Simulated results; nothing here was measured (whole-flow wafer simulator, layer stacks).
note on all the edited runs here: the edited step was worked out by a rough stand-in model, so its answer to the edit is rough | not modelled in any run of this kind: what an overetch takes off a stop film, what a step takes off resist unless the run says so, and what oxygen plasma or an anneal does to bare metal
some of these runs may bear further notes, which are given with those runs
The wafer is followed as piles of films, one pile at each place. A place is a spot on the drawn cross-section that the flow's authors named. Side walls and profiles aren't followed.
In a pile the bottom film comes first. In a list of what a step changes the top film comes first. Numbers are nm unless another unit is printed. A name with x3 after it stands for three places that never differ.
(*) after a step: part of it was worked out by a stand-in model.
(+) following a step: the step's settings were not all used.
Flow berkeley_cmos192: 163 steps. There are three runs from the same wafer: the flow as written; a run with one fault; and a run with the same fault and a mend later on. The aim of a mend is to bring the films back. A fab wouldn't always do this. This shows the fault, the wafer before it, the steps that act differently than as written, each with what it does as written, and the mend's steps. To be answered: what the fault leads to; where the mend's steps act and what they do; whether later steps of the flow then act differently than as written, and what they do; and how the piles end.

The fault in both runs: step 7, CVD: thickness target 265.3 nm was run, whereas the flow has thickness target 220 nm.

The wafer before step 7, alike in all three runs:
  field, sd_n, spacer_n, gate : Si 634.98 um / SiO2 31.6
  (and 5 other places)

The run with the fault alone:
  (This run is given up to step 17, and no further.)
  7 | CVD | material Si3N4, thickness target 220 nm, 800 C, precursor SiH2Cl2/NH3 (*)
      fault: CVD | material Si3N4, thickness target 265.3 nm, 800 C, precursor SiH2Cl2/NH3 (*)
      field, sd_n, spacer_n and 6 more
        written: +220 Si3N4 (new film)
        fault: +265.3 Si3N4 (new film)
  Later steps of the flow acting differently than as written:
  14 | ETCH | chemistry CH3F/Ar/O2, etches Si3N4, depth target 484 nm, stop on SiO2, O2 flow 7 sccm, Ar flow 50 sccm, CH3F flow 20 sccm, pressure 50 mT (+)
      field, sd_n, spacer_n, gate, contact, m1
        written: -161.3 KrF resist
        fault: -191.5 KrF resist
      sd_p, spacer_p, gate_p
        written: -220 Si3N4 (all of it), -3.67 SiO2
        fault: -265.3 Si3N4 (all of it), -3.67 SiO2
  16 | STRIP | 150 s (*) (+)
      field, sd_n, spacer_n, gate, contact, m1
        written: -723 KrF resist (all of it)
        fault: -692.8 KrF resist (all of it)
  Once step 17 is done, the piles at field, sd_n, spacer_n, gate, contact, m1 depart from the flow's by more than 2% or 0.5 nm, whichever is larger.
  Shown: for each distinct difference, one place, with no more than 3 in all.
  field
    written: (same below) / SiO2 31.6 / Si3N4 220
    fault: (same below) / SiO2 31.6 / Si3N4 265.3

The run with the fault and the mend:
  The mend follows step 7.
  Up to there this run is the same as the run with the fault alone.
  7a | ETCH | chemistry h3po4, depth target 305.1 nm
      field, sd_n, spacer_n and 6 more
        -265.3 Si3N4 (all of it)
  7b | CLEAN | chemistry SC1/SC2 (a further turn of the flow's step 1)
      alters no film at any place that is followed
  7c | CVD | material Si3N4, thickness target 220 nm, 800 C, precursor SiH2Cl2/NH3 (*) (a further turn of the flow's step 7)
      field, sd_n, spacer_n and 6 more
        +220 Si3N4 (new film)
  Every later step of the flow that is run acts as written at every place that is followed.
  The piles end the same as the flow's at every place that both follow.
